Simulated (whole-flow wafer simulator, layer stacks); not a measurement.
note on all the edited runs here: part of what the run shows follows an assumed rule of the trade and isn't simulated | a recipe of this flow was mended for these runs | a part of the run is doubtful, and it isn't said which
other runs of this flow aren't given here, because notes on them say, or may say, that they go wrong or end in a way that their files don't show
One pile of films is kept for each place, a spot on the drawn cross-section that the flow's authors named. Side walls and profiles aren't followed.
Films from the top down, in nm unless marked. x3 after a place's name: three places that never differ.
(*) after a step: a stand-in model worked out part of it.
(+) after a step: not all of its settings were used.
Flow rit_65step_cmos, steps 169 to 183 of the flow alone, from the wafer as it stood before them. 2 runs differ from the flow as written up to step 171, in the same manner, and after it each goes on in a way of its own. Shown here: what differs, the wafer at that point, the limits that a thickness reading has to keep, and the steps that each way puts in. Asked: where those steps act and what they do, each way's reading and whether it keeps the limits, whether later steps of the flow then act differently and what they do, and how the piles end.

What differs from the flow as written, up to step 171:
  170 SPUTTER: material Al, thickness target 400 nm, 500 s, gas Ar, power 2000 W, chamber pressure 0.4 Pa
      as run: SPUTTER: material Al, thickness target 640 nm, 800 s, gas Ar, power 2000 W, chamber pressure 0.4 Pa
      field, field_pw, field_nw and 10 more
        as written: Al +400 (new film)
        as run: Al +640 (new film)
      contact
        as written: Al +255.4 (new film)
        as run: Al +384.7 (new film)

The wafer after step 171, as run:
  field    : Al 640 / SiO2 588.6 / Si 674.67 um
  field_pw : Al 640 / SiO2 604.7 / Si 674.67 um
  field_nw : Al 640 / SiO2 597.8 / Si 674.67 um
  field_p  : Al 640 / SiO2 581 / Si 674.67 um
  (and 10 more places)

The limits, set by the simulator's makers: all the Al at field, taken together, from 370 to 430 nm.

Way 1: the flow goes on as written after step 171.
  The reading after step 171: 640 nm, outside the limits.
  Later steps of the flow that act differently than as written (1 more step differs only slightly, by at most 2% or 0.5 nm, whichever is larger, and isn't shown):
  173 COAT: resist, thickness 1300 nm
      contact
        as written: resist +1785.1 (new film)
        this way: resist +1905.5 (new film)
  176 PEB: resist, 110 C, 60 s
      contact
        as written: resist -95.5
        this way: resist -102.3
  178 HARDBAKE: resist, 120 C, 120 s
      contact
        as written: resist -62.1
        this way: resist -66.9
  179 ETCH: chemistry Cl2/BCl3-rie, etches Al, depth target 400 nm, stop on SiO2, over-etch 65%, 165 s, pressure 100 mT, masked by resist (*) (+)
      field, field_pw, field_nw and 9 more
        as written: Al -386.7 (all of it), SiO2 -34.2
        this way: Al -626.7 (all of it), SiO2 -4.17
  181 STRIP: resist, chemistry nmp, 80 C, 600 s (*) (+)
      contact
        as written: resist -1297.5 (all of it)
        this way: resist -1406.3 (all of it)
  At the end the piles differ from the flow's by more than 2% or 0.5 nm, whichever is larger, at field, field_pw, field_nw and 11 more.
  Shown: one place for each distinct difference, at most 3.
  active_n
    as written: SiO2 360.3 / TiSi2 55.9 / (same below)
    this way: SiO2 390.3 / TiSi2 55.9 / (same below)
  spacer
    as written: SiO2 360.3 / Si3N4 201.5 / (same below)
    this way: SiO2 390.3 / Si3N4 201.5 / (same below)
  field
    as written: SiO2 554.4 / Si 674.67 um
    this way: SiO2 584.4 / Si 674.67 um

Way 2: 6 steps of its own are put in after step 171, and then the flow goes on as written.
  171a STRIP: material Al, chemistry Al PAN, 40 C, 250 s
      field, field_pw, field_nw and 10 more
        Al -640 (all of it)
      contact
        Al -384.7 (all of it)
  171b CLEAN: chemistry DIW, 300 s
      changes no film at any place that is followed
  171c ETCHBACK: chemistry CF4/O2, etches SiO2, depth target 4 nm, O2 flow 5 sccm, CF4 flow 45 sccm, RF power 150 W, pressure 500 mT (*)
      field, field_pw, field_nw and 10 more
        SiO2 -4
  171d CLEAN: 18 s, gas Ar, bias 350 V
      field, field_pw, field_nw and 10 more
        SiO2 -3
      contact
        TiSi2 -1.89
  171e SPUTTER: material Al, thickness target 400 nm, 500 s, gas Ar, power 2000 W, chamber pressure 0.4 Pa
      field, field_pw, field_nw and 10 more
        Al +400 (new film)
      contact
        Al +256.9 (new film)
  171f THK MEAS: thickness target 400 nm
      changes no film at any place that is followed
  The reading after step 171f: 400 nm, within the limits.
  No later step of the flow acts differently than as written, at any place that is followed, by more than 2% or 0.5 nm, whichever is larger.
  At the end the piles differ from the flow's by more than 2% or 0.5 nm, whichever is larger, at contact.
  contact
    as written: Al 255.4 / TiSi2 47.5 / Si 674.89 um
    this way: Al 256.9 / TiSi2 45.6 / Si 674.89 um

Within the limits: way 2. Outside them: way 1.
